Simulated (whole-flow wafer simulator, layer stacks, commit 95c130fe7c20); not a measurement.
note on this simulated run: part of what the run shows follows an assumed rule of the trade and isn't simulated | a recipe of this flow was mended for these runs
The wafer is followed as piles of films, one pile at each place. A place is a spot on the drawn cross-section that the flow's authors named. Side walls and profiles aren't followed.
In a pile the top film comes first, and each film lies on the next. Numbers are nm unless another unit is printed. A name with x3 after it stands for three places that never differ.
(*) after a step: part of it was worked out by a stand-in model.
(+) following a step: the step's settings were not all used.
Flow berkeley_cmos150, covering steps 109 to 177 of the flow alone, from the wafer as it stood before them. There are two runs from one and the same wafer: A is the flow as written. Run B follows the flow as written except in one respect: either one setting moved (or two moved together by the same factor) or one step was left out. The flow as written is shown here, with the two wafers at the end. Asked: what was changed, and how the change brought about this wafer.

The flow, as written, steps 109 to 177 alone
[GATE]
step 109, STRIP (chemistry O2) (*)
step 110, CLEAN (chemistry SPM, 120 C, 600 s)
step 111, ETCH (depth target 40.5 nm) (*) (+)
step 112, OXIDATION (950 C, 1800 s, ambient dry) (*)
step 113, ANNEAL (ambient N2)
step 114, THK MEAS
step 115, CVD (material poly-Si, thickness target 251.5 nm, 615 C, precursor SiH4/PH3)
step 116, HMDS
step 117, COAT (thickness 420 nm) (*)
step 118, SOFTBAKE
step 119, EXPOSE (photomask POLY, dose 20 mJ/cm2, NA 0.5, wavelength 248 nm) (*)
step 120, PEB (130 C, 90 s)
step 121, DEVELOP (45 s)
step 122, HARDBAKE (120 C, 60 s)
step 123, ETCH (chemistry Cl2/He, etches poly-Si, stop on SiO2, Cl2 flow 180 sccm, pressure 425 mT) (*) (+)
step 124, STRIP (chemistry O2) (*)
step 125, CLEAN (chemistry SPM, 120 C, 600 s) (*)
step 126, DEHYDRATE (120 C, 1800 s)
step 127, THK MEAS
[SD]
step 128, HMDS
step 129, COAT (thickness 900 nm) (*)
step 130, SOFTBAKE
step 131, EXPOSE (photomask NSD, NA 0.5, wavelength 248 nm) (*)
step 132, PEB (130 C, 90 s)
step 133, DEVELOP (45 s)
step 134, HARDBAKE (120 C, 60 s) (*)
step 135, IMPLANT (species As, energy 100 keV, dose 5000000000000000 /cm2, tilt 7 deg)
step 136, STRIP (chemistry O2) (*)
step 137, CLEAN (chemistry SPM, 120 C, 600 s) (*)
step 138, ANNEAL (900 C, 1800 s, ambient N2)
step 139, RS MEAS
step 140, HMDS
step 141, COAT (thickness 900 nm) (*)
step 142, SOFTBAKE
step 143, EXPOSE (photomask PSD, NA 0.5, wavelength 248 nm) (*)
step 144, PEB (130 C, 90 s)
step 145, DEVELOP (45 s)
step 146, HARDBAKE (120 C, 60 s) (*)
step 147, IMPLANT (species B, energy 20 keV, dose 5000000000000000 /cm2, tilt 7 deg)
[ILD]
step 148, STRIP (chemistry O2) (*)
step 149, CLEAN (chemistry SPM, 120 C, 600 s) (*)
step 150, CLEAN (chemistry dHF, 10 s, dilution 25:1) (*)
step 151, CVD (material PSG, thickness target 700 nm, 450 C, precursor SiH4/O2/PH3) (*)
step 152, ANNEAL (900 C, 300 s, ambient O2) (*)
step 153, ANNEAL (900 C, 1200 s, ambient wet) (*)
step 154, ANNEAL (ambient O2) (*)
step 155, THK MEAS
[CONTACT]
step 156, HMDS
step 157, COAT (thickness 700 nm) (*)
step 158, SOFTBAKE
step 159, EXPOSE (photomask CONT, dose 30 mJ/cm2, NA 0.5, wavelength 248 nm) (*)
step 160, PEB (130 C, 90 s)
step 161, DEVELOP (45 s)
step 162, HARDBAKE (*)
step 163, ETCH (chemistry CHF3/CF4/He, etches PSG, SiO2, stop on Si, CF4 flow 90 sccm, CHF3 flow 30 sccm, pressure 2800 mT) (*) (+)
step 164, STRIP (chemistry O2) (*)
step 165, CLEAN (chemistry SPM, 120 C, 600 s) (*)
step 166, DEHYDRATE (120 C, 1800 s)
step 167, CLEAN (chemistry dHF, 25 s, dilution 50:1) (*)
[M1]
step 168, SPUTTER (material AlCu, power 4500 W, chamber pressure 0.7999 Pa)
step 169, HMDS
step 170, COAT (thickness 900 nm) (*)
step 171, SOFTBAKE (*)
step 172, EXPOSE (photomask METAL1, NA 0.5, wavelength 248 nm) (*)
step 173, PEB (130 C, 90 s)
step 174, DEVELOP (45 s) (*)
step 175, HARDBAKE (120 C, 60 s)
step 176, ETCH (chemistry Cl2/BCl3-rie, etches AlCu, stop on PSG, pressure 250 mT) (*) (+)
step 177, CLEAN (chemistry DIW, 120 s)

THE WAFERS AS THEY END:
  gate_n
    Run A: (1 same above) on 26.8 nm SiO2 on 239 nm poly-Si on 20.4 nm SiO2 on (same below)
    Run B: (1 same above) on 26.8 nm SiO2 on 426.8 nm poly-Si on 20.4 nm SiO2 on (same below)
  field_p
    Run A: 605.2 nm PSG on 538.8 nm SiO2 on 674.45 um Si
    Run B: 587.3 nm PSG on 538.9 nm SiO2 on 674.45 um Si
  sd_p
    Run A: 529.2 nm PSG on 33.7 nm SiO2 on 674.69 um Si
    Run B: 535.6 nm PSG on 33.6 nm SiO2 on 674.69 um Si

The reason: step 115, CVD: thickness target 439.3 nm was run, though the flow has thickness target 251.5 nm.

How this came from the change, step by step:
  step 115, CVD (material poly-Si, thickness target 251.5 nm, 615 C, precursor SiH4/PH3)
      field, field_p, sd_n, gate_n, sd_p, gate_p, contact, m1: A poly-Si gains 251.5 (new film) | B poly-Si gains 439.3 (new film)
  step 123, ETCH (chemistry Cl2/He, etches poly-Si, stop on SiO2, Cl2 flow 180 sccm, pressure 425 mT) (*) (+)
      field, field_p, sd_n, sd_p, contact, m1: A poly-Si loses 251.5 (all of it), SiO2 loses 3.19 | B poly-Si loses 439.3 (all of it), SiO2 loses 3.19
      gate_n, gate_p: A KrF-resist loses 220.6 | B KrF-resist loses 354.7
  step 124, STRIP (chemistry O2) (*)
      gate_n: A chemical SiO2 gains 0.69 (new film), KrF-resist loses 176.1 (all of it), poly-Si loses 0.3 | B chemical SiO2 gains 0.73 (new film), KrF-resist loses 43.1 (all of it), poly-Si loses 0.32
      gate_p: A chemical SiO2 gains 0.69 (new film), KrF-resist loses 213.2 (all of it), poly-Si loses 0.3 | B chemical SiO2 gains 0.73 (new film), KrF-resist loses 80.2 (all of it), poly-Si loses 0.32
  step 129, COAT (thickness 900 nm) (*)
      gate_n: A thick-KrF-resist gains 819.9 (new film) | B thick-KrF-resist gains 687.9 (new film)
      gate_p: A thick-KrF-resist gains 888.9 (new film) | B thick-KrF-resist gains 755 (new film)
  step 133, DEVELOP (45 s)
      gate_n: A thick-KrF-resist loses 818.1 (all of it) | B thick-KrF-resist loses 686.4 (all of it)
  step 136, STRIP (chemistry O2) (*)
      gate_p: A thick-KrF-resist loses 873.6 (all of it), chemical SiO2 gains 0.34, poly-Si loses 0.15 | B thick-KrF-resist loses 740 (all of it), chemical SiO2 gains 0.35, poly-Si loses 0.15
  step 141, COAT (thickness 900 nm) (*)
      gate_n: A thick-KrF-resist gains 819.7 (new film) | B thick-KrF-resist gains 687.7 (new film)
      gate_p: A thick-KrF-resist gains 888.8 (new film) | B thick-KrF-resist gains 754.9 (new film)
  step 145, DEVELOP (45 s)
      gate_p: A thick-KrF-resist loses 886.7 (all of it) | B thick-KrF-resist loses 753.2 (all of it)
  step 148, STRIP (chemistry O2) (*)
      gate_n: A thick-KrF-resist loses 804.5 (all of it), chemical SiO2 gains 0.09, poly-Si loses 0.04 | B thick-KrF-resist loses 672.8 (all of it), chemical SiO2 gains 0.09, poly-Si loses 0.04
  step 151, CVD (material PSG, thickness target 700 nm, 450 C, precursor SiH4/O2/PH3) (*)
      field_p: A PSG gains 700 (new film) | B PSG gains 683.5 (new film)
  step 153, ANNEAL (900 C, 1200 s, ambient wet) (*)
      field_p: A PSG loses 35, SiO2 gains 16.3, Si loses 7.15 | B PSG loses 34.2, SiO2 gains 16.4, Si loses 7.22
  step 157, COAT (thickness 700 nm) (*)
      field_p: A KrF-resist gains 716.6 (new film) | B KrF-resist gains 751.7 (new film)
      gate_n: A KrF-resist gains 650.5 (new film) | B KrF-resist gains 571.3 (new film)
      (as well as at 2 more places)
  step 164, STRIP (chemistry O2) (*)
      field_p: A KrF-resist loses 397.1 (all of it) | B KrF-resist loses 432.2 (all of it)
      gate_n: A KrF-resist loses 331.2 (all of it) | B KrF-resist loses 252.2 (all of it)
      (as well as at 2 more places)
  step 168, SPUTTER (material AlCu, power 4500 W, chamber pressure 0.7999 Pa)
      field_p: A AlCu gains 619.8 (new film) | B AlCu gains 602.2 (new film)
      sd_p: A AlCu gains 471.4 (new film) | B AlCu gains 482.5 (new film)
  step 170, COAT (thickness 900 nm) (*)
      field_p: A thick-KrF-resist gains 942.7 (new film) | B thick-KrF-resist gains 990.7 (new film)
      sd_n: A thick-KrF-resist gains 1135.4 (new film) | B thick-KrF-resist gains 1187.7 (new film)
      (as well as at 3 more places)
  step 174, DEVELOP (45 s) (*)
      field_p: A thick-KrF-resist loses 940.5 (all of it), AlCu loses 10 | B thick-KrF-resist loses 988.4 (all of it), AlCu loses 10
      sd_n: A thick-KrF-resist loses 1132.6 (all of it), AlCu loses 10 | B thick-KrF-resist loses 1184.7 (all of it), AlCu loses 10
      (as well as at 3 more places)
  step 176, ETCH (chemistry Cl2/BCl3-rie, etches AlCu, stop on PSG, pressure 250 mT) (*) (+)
      field_p: A AlCu loses 609.8 (all of it), PSG loses 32 | B AlCu loses 592.2 (all of it), PSG loses 34.2
      sd_p: A AlCu loses 461.4 (all of it), PSG loses 50.6 | B AlCu loses 472.5 (all of it), PSG loses 49.2
